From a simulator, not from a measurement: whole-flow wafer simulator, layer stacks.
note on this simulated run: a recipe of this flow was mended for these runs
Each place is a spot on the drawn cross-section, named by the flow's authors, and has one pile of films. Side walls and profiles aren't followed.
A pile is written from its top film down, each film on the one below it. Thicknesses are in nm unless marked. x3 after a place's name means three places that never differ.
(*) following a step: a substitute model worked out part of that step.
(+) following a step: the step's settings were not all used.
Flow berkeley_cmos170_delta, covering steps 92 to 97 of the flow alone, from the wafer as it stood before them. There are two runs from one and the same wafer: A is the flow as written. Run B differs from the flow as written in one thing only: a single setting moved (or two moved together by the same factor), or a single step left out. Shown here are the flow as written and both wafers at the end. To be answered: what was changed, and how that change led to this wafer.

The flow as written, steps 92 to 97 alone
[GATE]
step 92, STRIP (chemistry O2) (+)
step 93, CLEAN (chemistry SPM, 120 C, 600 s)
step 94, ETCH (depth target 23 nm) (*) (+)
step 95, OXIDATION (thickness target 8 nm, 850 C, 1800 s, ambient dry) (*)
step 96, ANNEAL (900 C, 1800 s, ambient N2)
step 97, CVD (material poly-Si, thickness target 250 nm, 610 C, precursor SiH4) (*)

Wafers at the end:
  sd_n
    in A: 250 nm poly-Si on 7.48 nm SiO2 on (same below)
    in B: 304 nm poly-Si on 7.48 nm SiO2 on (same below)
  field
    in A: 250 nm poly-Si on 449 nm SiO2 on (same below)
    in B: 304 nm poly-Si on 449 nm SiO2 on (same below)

Cause: step 97, CVD: thickness target 304 nm was run, while the flow as written has thickness target 250 nm.
One can read it off the wafer: sd_n has poly-Si 304, and step 97 as written asks for 250 nm.

The path from the change to this, step by step:
  step 97, CVD (material poly-Si, thickness target 250 nm, 610 C, precursor SiH4) (*)
      field, sd_n, spacer_n, gate, sd_p, spacer_p x2, contact, m1: A poly-Si gains 250 (new film) | B poly-Si gains 304 (new film)
